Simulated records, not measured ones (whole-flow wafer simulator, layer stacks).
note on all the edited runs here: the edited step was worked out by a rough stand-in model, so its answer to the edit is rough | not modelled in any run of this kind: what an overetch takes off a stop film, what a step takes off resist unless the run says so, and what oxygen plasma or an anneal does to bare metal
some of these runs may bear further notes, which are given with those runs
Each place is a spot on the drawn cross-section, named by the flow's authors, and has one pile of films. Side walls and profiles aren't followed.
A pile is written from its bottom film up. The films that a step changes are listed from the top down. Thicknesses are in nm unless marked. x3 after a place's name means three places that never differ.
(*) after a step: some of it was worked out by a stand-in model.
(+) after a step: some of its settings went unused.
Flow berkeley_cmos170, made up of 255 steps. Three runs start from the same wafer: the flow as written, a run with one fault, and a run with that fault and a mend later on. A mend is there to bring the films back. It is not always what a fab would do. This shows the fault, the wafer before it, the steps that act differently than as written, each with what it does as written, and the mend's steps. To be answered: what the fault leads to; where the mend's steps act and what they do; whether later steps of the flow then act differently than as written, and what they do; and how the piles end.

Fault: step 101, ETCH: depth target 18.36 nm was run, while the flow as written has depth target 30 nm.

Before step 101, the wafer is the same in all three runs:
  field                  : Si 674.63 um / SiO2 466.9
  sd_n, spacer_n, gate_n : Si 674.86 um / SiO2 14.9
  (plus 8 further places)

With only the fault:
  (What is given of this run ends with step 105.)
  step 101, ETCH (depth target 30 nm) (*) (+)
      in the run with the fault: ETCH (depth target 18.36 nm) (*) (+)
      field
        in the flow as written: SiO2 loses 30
        in the run with the fault: SiO2 loses 18.4
  Every later step of the flow up to step 105 that is run acts as written, at every place that is followed, to within 2% or 0.5 nm, whichever is larger.
  After step 105, at field, the piles differ from the flow's by more than 2% or 0.5 nm, whichever is larger.
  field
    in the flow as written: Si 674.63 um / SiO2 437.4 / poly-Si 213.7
    in the run with the fault: Si 674.63 um / SiO2 449.1 / poly-Si 213.7

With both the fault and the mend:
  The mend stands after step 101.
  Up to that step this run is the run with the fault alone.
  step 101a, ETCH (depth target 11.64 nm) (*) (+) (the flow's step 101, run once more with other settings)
      field
        SiO2 loses 11.6
  Every later step of the flow that is run acts as written at every place that is followed.
  The piles end the same as the flow's at every place that both follow.
